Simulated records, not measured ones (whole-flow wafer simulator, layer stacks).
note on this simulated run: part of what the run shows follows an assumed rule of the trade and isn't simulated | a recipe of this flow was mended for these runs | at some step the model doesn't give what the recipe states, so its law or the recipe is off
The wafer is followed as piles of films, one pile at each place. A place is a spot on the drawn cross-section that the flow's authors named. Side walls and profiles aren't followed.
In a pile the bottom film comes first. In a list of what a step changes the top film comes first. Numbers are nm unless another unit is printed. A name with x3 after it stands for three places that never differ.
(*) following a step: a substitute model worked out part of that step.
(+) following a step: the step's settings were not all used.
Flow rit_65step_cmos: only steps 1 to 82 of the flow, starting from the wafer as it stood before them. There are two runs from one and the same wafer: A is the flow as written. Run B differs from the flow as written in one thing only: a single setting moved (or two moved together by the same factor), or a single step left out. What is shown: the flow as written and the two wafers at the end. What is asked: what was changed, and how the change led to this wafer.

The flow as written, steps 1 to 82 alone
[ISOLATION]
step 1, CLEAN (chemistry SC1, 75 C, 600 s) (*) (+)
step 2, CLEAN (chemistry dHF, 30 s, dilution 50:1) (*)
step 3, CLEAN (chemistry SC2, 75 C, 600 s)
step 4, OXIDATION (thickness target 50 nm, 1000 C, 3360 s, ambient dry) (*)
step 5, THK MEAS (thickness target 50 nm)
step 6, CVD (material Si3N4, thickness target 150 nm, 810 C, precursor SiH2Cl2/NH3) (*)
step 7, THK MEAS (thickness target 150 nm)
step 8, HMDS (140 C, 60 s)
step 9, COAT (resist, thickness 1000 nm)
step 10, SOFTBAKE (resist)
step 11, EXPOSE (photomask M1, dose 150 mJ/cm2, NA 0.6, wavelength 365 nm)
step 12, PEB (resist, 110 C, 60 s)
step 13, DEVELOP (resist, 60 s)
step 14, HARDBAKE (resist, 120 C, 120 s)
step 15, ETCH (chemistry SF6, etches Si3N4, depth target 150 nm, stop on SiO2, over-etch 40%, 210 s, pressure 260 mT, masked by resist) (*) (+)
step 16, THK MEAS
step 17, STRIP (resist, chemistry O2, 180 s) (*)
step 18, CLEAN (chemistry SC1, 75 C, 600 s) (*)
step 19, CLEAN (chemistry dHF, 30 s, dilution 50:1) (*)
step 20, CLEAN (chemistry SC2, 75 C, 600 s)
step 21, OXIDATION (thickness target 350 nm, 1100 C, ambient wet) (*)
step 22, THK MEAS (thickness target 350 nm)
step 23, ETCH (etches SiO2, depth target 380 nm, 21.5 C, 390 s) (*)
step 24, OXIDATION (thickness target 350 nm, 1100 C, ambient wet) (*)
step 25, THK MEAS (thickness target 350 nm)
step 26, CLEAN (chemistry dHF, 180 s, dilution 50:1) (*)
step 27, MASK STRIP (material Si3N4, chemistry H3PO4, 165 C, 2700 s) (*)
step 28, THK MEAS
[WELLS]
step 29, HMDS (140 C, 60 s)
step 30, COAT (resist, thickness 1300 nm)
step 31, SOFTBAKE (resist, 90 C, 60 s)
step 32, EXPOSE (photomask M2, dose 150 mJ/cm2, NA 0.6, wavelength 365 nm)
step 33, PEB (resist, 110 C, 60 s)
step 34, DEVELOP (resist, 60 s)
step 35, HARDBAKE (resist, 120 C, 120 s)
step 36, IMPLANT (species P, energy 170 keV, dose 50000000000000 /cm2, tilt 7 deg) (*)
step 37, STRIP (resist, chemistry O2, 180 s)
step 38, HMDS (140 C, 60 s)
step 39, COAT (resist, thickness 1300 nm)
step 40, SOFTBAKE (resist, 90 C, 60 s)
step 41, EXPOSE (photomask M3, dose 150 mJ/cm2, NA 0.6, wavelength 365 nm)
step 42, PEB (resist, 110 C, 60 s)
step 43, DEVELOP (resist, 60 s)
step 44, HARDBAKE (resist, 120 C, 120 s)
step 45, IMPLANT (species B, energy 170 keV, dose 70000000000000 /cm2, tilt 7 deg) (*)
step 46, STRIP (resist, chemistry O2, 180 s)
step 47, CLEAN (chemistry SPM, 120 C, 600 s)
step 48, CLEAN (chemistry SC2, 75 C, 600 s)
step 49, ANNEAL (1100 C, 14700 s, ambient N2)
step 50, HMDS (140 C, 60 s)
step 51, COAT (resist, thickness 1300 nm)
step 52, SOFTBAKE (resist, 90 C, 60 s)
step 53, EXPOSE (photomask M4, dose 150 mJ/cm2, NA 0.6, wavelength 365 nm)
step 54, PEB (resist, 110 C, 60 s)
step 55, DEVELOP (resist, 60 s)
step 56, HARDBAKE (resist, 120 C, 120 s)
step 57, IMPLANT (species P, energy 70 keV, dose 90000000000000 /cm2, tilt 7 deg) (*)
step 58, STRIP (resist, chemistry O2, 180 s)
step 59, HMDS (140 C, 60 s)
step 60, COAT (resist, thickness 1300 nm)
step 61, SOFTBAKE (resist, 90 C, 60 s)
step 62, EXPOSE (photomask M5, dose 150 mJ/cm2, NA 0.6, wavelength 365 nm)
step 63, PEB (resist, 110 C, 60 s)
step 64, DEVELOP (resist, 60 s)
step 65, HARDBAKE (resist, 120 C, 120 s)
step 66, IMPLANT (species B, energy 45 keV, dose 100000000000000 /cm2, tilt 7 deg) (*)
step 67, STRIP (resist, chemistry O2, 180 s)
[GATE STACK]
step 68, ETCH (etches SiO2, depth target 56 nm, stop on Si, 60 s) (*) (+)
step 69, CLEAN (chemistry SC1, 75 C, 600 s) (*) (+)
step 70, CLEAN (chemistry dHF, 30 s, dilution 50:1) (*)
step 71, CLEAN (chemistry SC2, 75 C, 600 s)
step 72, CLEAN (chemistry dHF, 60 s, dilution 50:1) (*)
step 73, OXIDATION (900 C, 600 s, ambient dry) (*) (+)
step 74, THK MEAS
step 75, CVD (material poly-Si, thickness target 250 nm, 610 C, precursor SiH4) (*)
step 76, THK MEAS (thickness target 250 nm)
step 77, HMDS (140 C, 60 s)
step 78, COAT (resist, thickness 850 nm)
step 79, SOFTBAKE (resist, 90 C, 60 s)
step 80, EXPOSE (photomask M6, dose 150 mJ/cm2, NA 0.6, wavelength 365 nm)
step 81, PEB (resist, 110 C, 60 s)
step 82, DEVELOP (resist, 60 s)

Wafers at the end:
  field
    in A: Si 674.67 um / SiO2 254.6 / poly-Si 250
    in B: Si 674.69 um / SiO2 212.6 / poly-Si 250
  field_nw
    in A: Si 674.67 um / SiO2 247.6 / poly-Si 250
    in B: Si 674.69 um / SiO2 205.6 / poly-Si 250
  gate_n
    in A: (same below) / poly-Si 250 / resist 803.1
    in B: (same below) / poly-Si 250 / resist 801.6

What caused this: step 24, OXIDATION: thickness target 308 nm was run, though the flow has thickness target 350 nm.

Step by step, how the change led to this:
  step 24, OXIDATION (thickness target 350 nm, 1100 C, ambient wet) (*)
      active_n, active_p, gate_n and 7 more: A SiO2 gains 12 (new film), Si3N4 loses 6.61 | B SiO2 gains 10.1 (new film), Si3N4 loses 5.59
      field, field_pw, field_nw, field_p: A SiO2 gains 350 (new film), Si loses 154 | B SiO2 gains 308 (new film), Si loses 135.5
  step 26, CLEAN (chemistry dHF, 180 s, dilution 50:1) (*)
      active_n, active_p, gate_n and 7 more: A SiO2 loses 12 (all of it), Si3N4 loses 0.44 | B SiO2 loses 10.1 (all of it), Si3N4 loses 0.61
  step 81, PEB (resist, 110 C, 60 s)
      field: A resist loses 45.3 | B resist loses 46.3
